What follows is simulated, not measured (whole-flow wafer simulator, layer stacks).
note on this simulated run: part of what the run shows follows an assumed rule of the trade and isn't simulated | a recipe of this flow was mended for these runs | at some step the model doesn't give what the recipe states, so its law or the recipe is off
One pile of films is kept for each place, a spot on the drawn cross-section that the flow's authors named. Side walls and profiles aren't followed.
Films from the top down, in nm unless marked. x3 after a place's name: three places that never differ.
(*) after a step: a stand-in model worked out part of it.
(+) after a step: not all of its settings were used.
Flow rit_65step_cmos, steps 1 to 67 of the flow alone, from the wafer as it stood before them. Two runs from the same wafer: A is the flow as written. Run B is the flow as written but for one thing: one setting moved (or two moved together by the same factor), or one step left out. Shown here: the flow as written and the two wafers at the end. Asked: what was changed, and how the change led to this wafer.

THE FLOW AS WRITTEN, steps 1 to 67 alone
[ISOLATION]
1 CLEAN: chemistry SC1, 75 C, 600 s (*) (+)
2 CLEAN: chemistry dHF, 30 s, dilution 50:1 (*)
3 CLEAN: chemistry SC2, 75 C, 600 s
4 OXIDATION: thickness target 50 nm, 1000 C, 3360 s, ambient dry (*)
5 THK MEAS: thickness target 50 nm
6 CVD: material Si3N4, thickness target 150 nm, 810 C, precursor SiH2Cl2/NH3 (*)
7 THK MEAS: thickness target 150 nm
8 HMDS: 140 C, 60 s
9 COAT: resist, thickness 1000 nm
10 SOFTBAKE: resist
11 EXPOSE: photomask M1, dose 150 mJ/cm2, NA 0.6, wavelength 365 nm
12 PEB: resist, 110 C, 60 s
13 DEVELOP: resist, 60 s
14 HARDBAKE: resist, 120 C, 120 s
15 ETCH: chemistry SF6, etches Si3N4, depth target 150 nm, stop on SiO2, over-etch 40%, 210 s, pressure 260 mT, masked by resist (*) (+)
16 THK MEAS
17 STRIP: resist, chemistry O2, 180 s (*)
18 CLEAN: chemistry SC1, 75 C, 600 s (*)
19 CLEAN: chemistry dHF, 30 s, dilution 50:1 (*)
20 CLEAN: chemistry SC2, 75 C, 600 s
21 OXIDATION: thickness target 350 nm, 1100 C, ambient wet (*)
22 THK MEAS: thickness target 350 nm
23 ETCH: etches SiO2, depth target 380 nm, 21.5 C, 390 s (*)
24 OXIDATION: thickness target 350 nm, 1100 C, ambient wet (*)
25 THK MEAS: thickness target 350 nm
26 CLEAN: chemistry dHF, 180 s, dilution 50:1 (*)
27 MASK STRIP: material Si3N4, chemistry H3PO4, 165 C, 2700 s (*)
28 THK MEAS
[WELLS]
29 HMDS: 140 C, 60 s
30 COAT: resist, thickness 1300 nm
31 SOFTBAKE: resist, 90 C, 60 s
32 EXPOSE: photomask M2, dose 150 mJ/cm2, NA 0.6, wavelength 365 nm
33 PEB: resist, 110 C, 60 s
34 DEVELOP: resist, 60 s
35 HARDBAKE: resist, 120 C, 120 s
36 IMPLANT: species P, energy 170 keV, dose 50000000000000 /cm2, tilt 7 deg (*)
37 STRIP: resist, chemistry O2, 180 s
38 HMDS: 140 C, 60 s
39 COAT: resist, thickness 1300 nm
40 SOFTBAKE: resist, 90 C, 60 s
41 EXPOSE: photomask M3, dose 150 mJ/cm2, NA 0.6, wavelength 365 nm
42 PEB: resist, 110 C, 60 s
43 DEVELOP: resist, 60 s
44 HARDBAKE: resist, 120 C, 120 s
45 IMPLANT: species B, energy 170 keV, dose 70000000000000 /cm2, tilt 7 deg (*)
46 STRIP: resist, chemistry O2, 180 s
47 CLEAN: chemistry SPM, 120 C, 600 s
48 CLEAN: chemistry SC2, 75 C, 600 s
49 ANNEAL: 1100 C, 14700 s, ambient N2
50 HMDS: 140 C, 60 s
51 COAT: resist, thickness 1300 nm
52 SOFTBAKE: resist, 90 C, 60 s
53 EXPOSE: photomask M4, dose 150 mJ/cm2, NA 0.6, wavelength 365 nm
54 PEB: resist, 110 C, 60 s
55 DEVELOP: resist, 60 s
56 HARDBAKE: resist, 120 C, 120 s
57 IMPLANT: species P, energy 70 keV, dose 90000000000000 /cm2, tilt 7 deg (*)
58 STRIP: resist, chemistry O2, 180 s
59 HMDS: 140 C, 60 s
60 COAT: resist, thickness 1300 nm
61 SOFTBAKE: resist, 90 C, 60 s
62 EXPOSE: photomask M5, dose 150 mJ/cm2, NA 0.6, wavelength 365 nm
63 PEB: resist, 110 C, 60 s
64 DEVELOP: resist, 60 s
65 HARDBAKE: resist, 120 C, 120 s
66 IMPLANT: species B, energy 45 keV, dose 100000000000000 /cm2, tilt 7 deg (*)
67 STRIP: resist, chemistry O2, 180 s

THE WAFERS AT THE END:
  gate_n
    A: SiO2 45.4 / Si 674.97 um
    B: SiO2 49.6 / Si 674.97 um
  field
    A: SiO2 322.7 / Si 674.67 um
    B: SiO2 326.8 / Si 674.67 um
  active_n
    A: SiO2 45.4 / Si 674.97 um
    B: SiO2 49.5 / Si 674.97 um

The cause: step 27, MASK STRIP: 1654 s was run, where the flow has 2700 s.

How the change led to this, step by step:
  27 MASK STRIP: material Si3N4, chemistry H3PO4, 165 C, 2700 s (*)
      active_n, active_p, gate_n and 7 more: A Si3N4 -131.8 (all of it), SiO2 -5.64 | B Si3N4 -131.8 (all of it), SiO2 -1.5
      field, field_pw, field_nw, field_p: A SiO2 -10.7 | B SiO2 -6.54
